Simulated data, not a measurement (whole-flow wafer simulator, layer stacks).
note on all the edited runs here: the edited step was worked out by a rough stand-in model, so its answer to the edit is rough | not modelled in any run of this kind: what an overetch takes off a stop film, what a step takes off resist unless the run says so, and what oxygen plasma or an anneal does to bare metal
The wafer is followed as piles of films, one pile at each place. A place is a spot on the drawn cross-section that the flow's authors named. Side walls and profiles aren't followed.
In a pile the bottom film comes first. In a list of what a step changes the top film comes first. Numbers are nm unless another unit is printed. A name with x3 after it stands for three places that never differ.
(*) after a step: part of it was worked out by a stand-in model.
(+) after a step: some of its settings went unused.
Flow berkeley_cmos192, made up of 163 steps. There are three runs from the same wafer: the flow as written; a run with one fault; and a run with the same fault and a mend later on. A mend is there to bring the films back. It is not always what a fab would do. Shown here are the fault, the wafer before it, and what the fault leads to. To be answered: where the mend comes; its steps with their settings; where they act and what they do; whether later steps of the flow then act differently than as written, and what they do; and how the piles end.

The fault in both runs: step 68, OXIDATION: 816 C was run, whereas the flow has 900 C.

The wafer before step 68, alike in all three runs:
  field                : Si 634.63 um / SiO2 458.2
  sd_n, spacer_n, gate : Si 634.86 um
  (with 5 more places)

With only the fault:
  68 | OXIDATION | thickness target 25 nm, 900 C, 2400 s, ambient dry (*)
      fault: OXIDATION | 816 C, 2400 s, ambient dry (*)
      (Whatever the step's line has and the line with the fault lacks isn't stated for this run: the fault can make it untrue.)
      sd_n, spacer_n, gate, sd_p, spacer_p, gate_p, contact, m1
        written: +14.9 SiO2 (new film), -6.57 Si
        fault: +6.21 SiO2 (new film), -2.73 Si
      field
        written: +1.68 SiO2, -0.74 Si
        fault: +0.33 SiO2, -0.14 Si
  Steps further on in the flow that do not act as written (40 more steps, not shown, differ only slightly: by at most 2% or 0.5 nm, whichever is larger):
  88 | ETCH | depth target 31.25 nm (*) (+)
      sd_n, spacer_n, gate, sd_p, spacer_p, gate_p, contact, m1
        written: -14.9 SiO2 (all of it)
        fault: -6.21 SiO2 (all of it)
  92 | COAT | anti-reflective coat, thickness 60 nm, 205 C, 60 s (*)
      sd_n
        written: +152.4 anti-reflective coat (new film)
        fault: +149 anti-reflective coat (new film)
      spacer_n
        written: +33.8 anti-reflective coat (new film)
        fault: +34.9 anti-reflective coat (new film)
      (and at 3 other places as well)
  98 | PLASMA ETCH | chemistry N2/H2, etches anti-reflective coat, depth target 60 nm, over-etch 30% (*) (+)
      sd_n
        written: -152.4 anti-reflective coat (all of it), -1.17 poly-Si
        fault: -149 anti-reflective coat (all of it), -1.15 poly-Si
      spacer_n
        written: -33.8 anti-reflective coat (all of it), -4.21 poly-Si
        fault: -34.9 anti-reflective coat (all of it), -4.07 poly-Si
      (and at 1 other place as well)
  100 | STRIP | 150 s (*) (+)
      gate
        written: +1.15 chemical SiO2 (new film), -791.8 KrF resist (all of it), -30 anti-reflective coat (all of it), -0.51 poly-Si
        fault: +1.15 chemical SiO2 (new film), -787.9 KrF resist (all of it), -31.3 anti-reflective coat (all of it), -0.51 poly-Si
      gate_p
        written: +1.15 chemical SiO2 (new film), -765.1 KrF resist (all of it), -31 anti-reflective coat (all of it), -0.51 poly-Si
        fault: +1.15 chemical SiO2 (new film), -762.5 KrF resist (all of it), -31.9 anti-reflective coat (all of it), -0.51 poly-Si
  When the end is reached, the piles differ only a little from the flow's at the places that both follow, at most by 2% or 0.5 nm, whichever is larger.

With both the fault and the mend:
  The mend stands after step 75.
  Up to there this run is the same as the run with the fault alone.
  75a | STRIP | 150 s (*) (+)
      sd_p
        -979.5 KrF resist (all of it)
      spacer_p
        -960.7 KrF resist (all of it)
      gate_p
        -959.8 KrF resist (all of it)
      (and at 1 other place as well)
  75b | CLEAN | chemistry SPM
      does not change any film at any place that is followed
  75c | OXIDATION | 900 C, 1803 s, ambient dry (*) (a further turn of the flow's step 68, with different settings)
      sd_n, spacer_n, gate, sd_p, spacer_p, gate_p, contact, m1
        +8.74 SiO2, -3.85 Si
      field
        +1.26 SiO2, -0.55 Si
  75d | HMDS (a further turn of the flow's step 70)
      does not change any film at any place that is followed
  75e | COAT | KrF resist, thickness 900 nm (*) (a further turn of the flow's step 71)
      field
        +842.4 KrF resist (new film)
      sd_n
        +1013.2 KrF resist (new film)
      spacer_n
        +978.6 KrF resist (new film)
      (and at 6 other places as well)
  75f | SOFTBAKE | KrF resist (a further turn of the flow's step 72)
      does not change any film at any place that is followed
  75g | EXPOSE | photomask PWELL, dose 30 mJ/cm2, NA 0.5, wavelength 248 nm (*) (a further turn of the flow's step 73)
      does not change any film at any place that is followed
  75h | PEB | KrF resist, 130 C, 60 s (a further turn of the flow's step 74)
      sd_n, m1
        -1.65 KrF resist
      spacer_n, gate
        -1.58 KrF resist
      spacer_p, gate_p
        -1.57 KrF resist
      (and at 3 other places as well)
  75i | DEVELOP | KrF resist, thickness 900 nm, developer developer-D-0.26N, 45 s (a further turn of the flow's step 75)
      sd_p, spacer_p, gate_p, m1
        -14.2 KrF resist
      spacer_n, gate
        -977 KrF resist (all of it)
      field
        -841.1 KrF resist (all of it)
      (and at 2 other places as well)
  Every later step of the flow that is run acts as written, at every place that is followed, to within 2% or 0.5 nm, whichever is larger.
  When the end is reached, the piles differ only a little from the flow's at the places that both follow, at most by 2% or 0.5 nm, whichever is larger.
